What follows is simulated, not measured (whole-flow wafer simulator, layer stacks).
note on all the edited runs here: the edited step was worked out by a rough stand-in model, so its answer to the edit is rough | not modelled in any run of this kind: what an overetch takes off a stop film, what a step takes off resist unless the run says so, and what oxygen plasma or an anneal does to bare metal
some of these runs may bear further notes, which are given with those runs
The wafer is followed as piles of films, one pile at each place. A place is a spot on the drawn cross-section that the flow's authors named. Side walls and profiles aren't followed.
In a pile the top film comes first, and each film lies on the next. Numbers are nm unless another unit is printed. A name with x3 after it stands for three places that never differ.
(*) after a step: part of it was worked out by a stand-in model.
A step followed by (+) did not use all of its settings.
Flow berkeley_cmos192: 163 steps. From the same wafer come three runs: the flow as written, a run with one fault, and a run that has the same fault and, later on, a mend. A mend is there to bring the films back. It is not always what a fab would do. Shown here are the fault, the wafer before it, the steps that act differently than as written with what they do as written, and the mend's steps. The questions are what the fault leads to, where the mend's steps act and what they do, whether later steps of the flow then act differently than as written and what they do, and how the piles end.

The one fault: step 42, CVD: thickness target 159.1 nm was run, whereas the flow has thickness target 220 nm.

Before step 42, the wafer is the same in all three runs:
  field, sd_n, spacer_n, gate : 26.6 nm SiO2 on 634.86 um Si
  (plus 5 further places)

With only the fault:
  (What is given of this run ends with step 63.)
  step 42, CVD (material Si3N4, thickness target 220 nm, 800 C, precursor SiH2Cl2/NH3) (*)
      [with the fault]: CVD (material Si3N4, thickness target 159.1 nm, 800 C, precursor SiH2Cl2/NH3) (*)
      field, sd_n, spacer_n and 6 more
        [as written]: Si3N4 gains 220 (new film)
        [with the fault]: Si3N4 gains 159.1 (new film)
  Steps further on in the flow that do not act as written (2 more steps, not shown, differ only slightly: by at most 2% or 0.5 nm, whichever is larger):
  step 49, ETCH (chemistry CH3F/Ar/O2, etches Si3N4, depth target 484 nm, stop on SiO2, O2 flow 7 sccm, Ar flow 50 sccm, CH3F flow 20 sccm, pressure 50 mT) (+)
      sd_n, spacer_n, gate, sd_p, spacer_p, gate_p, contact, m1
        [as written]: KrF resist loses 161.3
        [with the fault]: KrF resist loses 120.7
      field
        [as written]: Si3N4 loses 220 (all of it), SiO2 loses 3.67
        [with the fault]: Si3N4 loses 159.1 (all of it), SiO2 loses 3.67
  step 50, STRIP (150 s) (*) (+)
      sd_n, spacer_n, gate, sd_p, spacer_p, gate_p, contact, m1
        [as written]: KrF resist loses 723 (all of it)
        [with the fault]: KrF resist loses 763.6 (all of it)
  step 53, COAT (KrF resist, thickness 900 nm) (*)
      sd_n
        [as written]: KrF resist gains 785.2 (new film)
        [with the fault]: KrF resist gains 816.2 (new film)
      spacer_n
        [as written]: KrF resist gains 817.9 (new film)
        [with the fault]: KrF resist gains 839.5 (new film)
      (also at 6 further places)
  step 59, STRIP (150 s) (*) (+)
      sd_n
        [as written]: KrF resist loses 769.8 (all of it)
        [with the fault]: KrF resist loses 800.7 (all of it)
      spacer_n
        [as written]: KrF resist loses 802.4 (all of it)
        [with the fault]: KrF resist loses 824 (all of it)
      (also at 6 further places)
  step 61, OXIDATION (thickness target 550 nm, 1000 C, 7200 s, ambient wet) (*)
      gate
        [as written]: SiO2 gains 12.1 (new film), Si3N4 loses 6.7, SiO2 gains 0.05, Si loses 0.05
        [with the fault]: SiO2 gains 12.1 (new film), Si3N4 loses 6.7
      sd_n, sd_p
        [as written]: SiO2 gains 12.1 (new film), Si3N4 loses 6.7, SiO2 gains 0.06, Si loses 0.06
        [with the fault]: SiO2 gains 12.1 (new film), Si3N4 loses 6.7, SiO2 gains 1.15, Si loses 0.51
  After step 63, at sd_n, spacer_n, gate, sd_p, spacer_p, gate_p, contact, m1, the piles differ from the flow's by more than 2% or 0.5 nm, whichever is larger.
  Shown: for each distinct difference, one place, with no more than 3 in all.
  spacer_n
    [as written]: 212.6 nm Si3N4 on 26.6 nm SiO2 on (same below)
    [with the fault]: 151.7 nm Si3N4 on 26.6 nm SiO2 on (same below)
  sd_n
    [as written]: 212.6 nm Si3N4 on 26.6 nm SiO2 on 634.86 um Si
    [with the fault]: 151.7 nm Si3N4 on 27.7 nm SiO2 on 634.86 um Si
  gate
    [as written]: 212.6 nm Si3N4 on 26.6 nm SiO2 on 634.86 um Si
    [with the fault]: 151.7 nm Si3N4 on 26.6 nm SiO2 on 634.86 um Si

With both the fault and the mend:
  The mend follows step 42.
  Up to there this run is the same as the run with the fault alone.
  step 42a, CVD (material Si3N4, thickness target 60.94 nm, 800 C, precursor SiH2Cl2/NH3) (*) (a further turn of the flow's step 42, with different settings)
      field, sd_n, spacer_n and 6 more
        Si3N4 gains 60.9
  Every later step of the flow that is run acts as written, at every place that is followed, to within 2% or 0.5 nm, whichever is larger.
  At every place that both follow, the piles at the end match the flow's.
